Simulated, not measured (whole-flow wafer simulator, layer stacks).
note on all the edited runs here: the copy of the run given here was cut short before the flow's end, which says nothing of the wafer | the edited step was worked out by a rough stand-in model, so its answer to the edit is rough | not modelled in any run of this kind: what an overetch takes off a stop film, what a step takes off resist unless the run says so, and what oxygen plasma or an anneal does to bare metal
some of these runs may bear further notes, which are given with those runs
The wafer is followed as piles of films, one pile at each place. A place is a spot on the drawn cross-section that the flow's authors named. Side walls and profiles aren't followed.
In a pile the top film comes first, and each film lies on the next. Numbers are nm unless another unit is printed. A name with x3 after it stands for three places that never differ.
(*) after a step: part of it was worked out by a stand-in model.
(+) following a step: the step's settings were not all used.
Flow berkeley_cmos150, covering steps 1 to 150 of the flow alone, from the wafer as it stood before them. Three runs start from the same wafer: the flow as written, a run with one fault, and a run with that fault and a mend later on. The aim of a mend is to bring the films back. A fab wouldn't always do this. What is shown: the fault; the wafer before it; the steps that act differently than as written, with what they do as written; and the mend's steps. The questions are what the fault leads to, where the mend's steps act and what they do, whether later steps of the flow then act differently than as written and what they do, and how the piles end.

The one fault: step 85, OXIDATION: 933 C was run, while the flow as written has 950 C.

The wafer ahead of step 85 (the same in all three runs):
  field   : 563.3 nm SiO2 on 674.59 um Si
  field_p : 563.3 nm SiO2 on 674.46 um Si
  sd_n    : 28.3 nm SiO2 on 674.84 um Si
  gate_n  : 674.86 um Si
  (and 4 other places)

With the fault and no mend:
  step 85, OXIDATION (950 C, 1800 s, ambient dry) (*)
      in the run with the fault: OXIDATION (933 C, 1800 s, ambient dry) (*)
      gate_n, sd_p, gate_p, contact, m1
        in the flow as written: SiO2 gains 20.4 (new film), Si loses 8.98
        in the run with the fault: SiO2 gains 17 (new film), Si loses 7.48
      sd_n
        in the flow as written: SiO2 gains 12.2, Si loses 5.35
        in the run with the fault: SiO2 gains 9.82, Si loses 4.32
  Steps later in the flow that act otherwise than as written (21 other steps are not shown; they differ only slightly, by no more than 2% or 0.5 nm, whichever is larger):
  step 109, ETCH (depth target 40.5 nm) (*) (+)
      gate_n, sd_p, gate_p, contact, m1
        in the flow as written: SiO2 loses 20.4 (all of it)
        in the run with the fault: SiO2 loses 17 (all of it)
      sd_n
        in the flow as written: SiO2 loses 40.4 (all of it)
        in the run with the fault: SiO2 loses 38.1 (all of it)
  When the end is reached, the piles differ only a little from the flow's at the places that both follow, at most by 2% or 0.5 nm, whichever is larger.

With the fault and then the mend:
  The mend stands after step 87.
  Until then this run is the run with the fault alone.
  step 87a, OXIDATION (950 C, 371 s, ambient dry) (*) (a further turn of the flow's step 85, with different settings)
      gate_n, sd_p, gate_p, contact, m1
        SiO2 gains 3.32, Si loses 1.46
      field, field_p
        SiO2 gains 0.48, Si loses 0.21
      sd_n
        SiO2 gains 2.31, Si loses 1.02
  None of the later steps of the flow differs from how it acts as written, at any place that is followed, by more than 2% or 0.5 nm, whichever is larger.
  When the end is reached, the piles differ only a little from the flow's at the places that both follow, at most by 2% or 0.5 nm, whichever is larger.
